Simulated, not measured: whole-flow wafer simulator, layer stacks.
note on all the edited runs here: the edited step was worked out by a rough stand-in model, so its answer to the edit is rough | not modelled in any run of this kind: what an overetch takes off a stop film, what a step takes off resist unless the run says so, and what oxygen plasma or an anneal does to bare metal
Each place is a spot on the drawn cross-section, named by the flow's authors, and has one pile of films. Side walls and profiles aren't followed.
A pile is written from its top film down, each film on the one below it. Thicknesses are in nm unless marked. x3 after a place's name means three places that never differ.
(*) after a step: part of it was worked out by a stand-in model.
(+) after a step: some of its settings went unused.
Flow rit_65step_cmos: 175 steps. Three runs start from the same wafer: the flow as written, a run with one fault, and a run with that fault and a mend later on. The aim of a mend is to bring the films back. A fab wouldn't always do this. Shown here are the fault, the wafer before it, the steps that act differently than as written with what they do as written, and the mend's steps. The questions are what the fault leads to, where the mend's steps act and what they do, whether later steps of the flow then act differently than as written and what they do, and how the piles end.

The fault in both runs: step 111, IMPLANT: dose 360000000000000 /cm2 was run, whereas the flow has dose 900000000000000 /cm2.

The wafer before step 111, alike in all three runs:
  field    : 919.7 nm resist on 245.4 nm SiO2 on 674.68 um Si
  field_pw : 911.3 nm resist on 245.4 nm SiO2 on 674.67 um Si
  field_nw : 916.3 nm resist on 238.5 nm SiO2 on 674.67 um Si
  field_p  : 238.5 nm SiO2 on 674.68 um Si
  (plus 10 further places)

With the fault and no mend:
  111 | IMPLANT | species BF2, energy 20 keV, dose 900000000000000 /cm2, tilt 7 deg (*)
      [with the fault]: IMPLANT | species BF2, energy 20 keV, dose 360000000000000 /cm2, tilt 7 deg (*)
      acts as it does as written at every place that is followed
  Steps later in the flow that act otherwise than as written (not shown: 22 more steps that differ only slightly, by at most 2% or 0.5 nm, whichever is larger):
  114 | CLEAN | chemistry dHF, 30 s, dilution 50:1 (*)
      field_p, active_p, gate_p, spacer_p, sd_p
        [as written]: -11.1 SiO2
        [with the fault]: -10.4 SiO2
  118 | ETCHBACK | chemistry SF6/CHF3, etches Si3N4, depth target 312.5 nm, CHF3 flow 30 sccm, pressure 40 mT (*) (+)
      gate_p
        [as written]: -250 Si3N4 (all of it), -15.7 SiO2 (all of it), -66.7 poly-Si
        [with the fault]: -250 Si3N4 (all of it), -16.4 SiO2 (all of it), -65.3 poly-Si
  By the end, the piles at spacer_p depart from the flow's by more than 2% or 0.5 nm, whichever is larger.
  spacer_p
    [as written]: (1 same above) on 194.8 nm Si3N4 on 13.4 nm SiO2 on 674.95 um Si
    [with the fault]: (1 same above) on 194.8 nm Si3N4 on 14 nm SiO2 on 674.95 um Si

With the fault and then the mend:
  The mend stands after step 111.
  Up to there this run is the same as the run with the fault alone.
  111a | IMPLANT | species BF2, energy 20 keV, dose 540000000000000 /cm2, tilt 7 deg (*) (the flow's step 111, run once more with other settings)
      leaves every film unchanged at each place that is followed
  Later steps of the flow that are run all act as written at every place that is followed.
  At every place that both follow, the piles at the end match the flow's.
